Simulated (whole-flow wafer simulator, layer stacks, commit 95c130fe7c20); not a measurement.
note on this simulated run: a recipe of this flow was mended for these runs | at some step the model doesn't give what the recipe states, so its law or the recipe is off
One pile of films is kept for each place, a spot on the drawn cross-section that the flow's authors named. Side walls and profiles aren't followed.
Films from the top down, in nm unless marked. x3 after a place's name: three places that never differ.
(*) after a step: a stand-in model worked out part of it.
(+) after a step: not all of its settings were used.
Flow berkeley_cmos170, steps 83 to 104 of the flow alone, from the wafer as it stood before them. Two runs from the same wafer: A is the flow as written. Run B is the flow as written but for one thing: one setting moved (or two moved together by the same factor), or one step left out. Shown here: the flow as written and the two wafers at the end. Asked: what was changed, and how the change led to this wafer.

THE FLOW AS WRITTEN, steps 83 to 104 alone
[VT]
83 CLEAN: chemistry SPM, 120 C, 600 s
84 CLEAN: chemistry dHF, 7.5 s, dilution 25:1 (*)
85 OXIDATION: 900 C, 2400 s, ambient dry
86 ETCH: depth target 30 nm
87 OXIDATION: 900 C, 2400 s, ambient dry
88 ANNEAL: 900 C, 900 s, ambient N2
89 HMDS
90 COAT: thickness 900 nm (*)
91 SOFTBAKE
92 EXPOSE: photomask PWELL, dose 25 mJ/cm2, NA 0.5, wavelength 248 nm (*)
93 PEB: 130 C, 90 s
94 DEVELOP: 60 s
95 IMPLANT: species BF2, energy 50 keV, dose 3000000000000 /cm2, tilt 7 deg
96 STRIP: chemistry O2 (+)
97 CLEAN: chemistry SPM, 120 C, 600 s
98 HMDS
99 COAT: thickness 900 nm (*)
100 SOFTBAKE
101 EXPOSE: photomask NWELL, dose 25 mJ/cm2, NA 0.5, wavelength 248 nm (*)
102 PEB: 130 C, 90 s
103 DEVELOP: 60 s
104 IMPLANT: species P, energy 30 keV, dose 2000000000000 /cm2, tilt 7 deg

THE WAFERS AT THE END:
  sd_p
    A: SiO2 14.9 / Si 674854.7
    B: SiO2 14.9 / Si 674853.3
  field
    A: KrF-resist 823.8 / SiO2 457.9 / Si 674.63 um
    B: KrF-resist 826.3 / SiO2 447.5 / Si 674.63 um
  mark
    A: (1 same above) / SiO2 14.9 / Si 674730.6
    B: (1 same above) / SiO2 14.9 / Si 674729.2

The cause: step 85, OXIDATION: 3264 s was run, where the flow has 2400 s; step 86, ETCH: depth target 41 nm was run, where the flow has depth target 30 nm.

How the change led to this, step by step:
  85 OXIDATION: 900 C, 2400 s, ambient dry
      mark, sd_n, spacer_n and 9 more: A SiO2 +14.9 (new film), Si -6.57 | B SiO2 +18.1 (new film), Si -7.98
      field: A SiO2 +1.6, Si -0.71 | B SiO2 +2.18, Si -0.96
  86 ETCH: depth target 30 nm
      mark, sd_n, spacer_n and 9 more: A SiO2 -14.9 (all of it) | B SiO2 -18.1 (all of it)
      field: A SiO2 -30 | B SiO2 -41
